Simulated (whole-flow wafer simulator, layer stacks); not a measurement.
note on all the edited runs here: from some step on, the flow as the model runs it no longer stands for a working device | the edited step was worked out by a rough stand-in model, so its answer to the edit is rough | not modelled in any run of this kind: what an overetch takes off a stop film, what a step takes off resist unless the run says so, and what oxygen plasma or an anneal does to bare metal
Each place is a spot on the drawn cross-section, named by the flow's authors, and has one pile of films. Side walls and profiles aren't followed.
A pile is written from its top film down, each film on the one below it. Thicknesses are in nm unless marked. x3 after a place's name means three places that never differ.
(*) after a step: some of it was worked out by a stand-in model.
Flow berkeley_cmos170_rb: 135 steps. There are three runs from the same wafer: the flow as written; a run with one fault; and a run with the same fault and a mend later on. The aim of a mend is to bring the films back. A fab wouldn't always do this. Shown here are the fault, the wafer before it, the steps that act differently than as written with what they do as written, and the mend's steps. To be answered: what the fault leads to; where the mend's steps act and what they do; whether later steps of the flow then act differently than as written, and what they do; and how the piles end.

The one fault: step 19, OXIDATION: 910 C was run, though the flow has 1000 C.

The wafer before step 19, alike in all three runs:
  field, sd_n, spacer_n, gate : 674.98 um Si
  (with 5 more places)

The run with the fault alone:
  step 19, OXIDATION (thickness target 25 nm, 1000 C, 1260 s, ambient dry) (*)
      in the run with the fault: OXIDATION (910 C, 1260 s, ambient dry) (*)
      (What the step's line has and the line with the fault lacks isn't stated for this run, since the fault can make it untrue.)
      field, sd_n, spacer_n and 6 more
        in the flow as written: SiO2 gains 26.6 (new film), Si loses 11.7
        in the run with the fault: SiO2 gains 11 (new film), Si loses 4.83
  Later steps of the flow acting differently than as written:
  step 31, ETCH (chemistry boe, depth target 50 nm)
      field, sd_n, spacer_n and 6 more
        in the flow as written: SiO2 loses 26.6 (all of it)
        in the run with the fault: SiO2 loses 11 (all of it)
  The piles end only slightly different from the flow's at the places that both follow, by no more than 2% or 0.5 nm, whichever is larger.

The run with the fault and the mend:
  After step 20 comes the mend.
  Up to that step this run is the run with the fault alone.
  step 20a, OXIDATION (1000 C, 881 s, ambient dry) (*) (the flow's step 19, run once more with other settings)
      field, sd_n, spacer_n and 6 more
        SiO2 gains 15.6, Si loses 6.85
  Every later step of the flow that is run acts as written at every place that is followed.
  The piles end the same as the flow's at every place that both follow.
